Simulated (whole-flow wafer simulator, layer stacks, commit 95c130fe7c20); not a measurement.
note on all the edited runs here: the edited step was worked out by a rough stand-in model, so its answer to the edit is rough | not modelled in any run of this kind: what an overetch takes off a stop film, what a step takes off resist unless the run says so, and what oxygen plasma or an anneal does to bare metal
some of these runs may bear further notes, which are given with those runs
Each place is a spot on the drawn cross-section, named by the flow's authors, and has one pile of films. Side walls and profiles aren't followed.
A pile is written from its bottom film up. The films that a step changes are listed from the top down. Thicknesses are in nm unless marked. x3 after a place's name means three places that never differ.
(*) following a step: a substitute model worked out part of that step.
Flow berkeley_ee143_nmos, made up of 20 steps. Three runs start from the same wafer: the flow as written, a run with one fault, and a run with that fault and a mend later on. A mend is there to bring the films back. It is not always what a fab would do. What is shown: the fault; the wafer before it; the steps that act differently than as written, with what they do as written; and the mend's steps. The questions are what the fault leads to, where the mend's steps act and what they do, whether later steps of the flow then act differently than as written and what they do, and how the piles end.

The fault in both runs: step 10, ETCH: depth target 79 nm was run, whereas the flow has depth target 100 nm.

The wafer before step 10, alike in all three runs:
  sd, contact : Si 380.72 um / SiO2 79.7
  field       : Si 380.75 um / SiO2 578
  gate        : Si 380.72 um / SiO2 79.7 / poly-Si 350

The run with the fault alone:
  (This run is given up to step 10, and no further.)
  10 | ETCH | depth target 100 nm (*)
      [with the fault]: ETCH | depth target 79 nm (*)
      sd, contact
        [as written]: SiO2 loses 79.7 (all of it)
        [with the fault]: SiO2 loses 79
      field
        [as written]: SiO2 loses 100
        [with the fault]: SiO2 loses 79
  The piles after step 10 differ from the flow's at sd, contact, field by more than 2% or 0.5 nm, whichever is larger.
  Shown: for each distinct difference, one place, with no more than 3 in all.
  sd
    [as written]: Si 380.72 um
    [with the fault]: Si 380.72 um / SiO2 0.69
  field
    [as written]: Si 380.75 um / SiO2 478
    [with the fault]: Si 380.75 um / SiO2 499

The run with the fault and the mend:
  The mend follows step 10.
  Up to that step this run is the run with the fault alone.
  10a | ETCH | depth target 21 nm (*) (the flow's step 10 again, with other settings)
      sd, contact
        SiO2 loses 0.69 (all of it)
      field
        SiO2 loses 21
  Later steps of the flow that are run all act as written at every place that is followed.
  At every place that both follow, the piles at the end match the flow's.
